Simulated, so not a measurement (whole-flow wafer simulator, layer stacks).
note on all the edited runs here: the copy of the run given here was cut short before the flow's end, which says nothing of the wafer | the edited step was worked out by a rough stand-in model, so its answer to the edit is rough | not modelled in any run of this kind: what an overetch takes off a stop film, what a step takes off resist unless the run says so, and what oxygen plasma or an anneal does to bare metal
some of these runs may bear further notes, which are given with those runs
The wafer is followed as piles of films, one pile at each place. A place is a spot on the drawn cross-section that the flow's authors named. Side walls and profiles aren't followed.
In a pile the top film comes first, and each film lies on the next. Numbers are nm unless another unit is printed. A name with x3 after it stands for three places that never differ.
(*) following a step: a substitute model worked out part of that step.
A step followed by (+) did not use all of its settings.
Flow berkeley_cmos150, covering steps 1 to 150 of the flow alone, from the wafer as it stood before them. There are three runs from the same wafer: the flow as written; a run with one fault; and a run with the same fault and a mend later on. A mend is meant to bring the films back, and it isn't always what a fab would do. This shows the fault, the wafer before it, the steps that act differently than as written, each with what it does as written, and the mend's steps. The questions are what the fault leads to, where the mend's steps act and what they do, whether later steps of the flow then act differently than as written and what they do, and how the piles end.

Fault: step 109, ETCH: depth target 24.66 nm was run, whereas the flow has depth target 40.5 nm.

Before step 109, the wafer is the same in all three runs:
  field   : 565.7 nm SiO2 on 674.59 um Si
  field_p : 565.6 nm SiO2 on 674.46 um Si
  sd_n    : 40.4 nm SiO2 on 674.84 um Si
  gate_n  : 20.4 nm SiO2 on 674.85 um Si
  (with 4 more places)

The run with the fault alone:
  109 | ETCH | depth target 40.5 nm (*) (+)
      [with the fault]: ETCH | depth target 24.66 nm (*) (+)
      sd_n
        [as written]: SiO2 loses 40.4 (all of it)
        [with the fault]: SiO2 loses 24.7
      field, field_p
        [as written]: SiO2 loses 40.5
        [with the fault]: SiO2 loses 24.7
  Steps later in the flow that act otherwise than as written (15 other steps are not shown; they differ only slightly, by no more than 2% or 0.5 nm, whichever is larger):
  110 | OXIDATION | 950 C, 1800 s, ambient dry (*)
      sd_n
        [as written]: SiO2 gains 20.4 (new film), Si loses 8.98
        [with the fault]: SiO2 gains 13.6, Si loses 6
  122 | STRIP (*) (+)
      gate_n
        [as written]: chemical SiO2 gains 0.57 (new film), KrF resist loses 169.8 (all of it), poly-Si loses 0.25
        [with the fault]: chemical SiO2 gains 0.57 (new film), KrF resist loses 176 (all of it), poly-Si loses 0.25
  At field, field_p, sd_n, the piles at the end differ from the flow's by more than 2% or 0.5 nm, whichever is larger.
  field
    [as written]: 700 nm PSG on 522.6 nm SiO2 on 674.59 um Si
    [with the fault]: 700 nm PSG on 538.3 nm SiO2 on 674.59 um Si
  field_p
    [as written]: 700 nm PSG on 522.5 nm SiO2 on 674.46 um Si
    [with the fault]: 700 nm PSG on 538.3 nm SiO2 on 674.46 um Si
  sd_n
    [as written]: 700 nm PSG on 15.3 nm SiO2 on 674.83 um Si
    [with the fault]: 700 nm PSG on 24.3 nm SiO2 on 674.83 um Si

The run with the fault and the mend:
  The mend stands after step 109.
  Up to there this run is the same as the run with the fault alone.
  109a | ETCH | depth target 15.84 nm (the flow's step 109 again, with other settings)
      field, field_p
        SiO2 loses 15.8
      sd_n
        SiO2 loses 15.8 (all of it)
  None of the later steps of the flow differs from how it acts as written, at any place that is followed, by more than 2% or 0.5 nm, whichever is larger.
  At every place that both follow, the piles at the end match the flow's.
